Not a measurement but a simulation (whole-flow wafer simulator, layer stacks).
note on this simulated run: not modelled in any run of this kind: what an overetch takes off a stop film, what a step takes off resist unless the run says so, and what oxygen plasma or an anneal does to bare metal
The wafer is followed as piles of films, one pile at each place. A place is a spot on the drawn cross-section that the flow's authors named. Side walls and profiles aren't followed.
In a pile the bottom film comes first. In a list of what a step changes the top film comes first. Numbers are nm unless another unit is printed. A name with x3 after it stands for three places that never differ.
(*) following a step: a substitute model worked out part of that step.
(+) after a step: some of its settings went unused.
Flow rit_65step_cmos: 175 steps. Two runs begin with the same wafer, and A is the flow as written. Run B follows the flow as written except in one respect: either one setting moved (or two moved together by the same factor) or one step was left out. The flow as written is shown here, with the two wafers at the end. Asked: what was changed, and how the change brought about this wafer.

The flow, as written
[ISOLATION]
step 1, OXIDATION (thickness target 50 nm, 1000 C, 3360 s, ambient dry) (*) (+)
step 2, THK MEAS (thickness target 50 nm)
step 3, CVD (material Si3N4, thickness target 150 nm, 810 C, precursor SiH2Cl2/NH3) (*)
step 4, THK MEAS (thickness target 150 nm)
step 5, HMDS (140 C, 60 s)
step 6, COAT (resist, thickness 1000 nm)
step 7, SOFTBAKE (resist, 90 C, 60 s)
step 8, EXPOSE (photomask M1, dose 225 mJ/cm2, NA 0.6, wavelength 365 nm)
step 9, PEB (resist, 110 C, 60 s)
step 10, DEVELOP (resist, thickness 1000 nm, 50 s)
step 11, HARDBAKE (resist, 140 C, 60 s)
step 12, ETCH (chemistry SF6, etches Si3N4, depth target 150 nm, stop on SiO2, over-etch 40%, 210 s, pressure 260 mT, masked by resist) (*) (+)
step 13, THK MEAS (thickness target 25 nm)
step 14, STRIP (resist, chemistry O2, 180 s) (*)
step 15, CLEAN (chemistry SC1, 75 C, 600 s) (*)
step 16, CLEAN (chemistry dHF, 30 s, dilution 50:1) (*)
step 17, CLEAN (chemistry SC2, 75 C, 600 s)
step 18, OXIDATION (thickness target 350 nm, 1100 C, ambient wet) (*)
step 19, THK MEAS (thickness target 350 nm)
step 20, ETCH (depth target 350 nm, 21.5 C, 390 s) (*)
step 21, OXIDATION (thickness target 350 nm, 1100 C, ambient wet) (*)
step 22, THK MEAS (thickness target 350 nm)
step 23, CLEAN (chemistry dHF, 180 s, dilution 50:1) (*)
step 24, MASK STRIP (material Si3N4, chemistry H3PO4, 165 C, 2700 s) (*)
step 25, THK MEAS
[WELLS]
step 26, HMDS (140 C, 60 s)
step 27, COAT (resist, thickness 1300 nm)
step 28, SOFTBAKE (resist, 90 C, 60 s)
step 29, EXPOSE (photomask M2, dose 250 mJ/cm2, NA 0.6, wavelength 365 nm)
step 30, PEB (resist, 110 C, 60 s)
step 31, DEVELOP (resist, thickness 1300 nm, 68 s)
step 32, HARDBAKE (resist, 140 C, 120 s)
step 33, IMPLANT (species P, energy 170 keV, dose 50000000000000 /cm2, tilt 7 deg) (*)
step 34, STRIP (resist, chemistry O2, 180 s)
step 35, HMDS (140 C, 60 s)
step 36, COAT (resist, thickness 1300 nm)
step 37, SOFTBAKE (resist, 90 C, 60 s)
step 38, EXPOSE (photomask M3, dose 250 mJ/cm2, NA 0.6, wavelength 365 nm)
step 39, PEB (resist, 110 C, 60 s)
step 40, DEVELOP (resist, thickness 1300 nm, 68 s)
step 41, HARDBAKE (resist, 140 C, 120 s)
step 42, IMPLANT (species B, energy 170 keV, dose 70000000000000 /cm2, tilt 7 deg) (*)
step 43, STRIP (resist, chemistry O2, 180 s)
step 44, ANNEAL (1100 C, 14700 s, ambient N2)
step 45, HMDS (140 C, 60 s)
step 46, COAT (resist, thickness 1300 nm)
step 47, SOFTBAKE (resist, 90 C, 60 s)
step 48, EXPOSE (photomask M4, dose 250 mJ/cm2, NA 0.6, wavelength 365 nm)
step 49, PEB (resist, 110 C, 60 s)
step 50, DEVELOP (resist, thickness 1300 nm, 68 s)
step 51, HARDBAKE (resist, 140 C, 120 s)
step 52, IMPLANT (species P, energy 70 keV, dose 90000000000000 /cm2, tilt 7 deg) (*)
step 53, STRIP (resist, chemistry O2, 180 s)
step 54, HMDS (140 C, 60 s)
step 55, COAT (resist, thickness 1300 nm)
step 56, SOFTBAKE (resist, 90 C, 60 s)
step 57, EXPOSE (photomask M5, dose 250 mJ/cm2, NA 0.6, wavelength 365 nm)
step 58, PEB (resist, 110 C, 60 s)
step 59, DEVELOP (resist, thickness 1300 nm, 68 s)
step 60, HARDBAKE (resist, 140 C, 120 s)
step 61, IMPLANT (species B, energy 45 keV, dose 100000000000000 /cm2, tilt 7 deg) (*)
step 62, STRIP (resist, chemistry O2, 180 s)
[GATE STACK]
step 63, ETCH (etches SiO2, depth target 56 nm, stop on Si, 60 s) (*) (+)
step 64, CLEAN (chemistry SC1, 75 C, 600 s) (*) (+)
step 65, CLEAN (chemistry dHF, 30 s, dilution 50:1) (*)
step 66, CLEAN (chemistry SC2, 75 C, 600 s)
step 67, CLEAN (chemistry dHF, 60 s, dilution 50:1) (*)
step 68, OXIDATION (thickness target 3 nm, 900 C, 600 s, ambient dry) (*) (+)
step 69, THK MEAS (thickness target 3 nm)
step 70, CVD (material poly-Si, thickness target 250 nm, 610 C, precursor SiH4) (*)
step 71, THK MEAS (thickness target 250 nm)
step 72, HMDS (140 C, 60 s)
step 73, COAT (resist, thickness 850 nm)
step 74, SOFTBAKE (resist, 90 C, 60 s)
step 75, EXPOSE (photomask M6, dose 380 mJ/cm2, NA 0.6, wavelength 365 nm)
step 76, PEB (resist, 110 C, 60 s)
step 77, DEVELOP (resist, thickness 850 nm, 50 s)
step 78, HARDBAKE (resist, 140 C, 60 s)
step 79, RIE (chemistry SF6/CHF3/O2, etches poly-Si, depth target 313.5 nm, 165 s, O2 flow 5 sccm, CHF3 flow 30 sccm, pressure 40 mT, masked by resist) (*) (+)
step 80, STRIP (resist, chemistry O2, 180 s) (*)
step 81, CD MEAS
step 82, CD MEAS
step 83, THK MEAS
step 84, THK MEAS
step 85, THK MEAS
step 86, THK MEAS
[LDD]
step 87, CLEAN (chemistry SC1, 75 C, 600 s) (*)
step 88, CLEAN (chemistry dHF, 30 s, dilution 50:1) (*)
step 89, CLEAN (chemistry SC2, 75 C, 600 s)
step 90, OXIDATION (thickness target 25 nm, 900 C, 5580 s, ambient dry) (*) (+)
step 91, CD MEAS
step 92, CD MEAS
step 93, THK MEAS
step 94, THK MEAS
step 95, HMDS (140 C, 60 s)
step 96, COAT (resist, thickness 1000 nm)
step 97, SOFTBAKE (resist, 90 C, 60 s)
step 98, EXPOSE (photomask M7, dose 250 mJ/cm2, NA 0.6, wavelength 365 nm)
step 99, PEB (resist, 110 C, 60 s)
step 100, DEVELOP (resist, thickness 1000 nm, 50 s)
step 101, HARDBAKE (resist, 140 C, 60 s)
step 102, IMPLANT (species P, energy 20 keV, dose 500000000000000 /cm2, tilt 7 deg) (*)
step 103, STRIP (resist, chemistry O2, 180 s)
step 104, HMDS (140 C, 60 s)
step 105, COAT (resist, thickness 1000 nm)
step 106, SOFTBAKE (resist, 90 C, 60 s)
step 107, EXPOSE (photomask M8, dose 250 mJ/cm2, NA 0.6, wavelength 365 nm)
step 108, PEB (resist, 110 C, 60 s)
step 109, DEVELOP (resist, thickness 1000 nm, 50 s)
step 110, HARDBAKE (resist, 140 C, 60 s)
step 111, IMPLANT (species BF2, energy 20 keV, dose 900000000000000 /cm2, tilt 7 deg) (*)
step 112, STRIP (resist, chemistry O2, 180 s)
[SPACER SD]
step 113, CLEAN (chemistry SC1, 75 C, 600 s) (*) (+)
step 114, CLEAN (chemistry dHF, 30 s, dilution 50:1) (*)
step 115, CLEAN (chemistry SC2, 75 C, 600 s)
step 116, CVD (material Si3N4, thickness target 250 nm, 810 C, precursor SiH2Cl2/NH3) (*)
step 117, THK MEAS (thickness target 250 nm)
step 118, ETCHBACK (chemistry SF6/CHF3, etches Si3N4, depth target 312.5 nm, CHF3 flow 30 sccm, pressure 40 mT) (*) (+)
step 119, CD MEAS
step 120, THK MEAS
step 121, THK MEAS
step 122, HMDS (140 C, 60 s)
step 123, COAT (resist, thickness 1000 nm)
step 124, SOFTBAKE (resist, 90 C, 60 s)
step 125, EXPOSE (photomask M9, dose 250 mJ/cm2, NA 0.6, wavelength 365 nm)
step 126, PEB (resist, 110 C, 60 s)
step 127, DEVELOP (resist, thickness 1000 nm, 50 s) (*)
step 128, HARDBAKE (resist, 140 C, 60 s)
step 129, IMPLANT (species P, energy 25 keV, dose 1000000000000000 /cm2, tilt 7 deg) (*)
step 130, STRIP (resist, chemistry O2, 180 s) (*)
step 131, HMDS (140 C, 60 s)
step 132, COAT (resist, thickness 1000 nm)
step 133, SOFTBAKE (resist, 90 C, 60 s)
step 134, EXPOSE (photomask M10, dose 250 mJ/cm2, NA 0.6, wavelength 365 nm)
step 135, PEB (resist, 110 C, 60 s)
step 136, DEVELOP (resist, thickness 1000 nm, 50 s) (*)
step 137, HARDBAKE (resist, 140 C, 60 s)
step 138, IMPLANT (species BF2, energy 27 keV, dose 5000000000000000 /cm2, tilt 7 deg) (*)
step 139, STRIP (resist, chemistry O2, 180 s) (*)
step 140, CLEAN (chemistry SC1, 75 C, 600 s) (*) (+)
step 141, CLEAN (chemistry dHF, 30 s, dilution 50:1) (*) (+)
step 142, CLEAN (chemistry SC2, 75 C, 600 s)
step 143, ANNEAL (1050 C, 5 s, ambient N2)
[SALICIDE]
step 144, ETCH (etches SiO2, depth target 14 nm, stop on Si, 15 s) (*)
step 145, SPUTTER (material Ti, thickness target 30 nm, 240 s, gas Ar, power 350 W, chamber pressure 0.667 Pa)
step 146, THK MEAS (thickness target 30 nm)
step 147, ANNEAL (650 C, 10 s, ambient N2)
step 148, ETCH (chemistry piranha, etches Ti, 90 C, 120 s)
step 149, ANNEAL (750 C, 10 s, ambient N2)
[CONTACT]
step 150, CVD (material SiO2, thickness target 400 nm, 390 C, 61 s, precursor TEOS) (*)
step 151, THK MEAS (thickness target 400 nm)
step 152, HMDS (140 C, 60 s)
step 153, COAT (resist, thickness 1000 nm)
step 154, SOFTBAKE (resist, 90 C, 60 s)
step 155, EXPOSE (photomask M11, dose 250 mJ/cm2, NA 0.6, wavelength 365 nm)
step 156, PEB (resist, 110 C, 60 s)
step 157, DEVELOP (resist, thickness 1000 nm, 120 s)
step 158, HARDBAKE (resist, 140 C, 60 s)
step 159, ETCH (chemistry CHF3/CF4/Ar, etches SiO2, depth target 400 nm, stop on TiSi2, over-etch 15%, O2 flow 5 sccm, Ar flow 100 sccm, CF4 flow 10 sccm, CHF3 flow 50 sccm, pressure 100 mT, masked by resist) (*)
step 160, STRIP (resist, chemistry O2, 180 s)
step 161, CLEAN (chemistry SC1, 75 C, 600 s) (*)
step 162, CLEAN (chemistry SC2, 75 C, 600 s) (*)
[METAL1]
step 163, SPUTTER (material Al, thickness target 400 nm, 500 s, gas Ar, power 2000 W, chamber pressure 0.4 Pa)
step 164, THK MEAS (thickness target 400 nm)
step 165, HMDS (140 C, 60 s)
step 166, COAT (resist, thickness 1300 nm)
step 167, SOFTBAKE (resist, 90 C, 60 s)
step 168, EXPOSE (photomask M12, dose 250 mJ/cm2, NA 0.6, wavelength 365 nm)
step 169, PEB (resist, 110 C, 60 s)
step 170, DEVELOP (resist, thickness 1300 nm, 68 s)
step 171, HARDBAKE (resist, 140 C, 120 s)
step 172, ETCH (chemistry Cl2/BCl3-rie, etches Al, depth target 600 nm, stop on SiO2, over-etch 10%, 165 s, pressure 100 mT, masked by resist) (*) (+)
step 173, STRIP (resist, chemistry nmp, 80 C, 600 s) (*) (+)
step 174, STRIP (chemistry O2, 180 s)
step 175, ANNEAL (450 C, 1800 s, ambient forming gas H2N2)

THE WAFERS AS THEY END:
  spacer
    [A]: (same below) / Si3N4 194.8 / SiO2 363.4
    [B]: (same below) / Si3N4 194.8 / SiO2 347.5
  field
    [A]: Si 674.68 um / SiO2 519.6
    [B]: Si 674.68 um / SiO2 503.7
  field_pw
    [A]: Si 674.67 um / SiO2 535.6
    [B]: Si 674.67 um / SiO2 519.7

What caused this: step 163, SPUTTER: power 1364 W was run, though the flow has power 2000 W.

The path from the change to this, step by step:
  step 163, SPUTTER (material Al, thickness target 400 nm, 500 s, gas Ar, power 2000 W, chamber pressure 0.4 Pa)
      field, field_p, spacer, spacer_p: A +400 Al (new film) | B +272.8 Al (new film)
      gate_n, gate_p: A +396 Al (new film) | B +272.8 Al (new film)
      (and at 2 other places as well)
  step 172, ETCH (chemistry Cl2/BCl3-rie, etches Al, depth target 600 nm, stop on SiO2, over-etch 10%, 165 s, pressure 100 mT, masked by resist) (*) (+)
      field, field_p, spacer, spacer_p: A -400 Al (all of it), -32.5 SiO2 | B -272.8 Al (all of it), -48.4 SiO2
      gate_n, gate_p: A -396 Al (all of it), -33 SiO2 | B -272.8 Al (all of it), -48.4 SiO2
      (and at 2 other places as well)
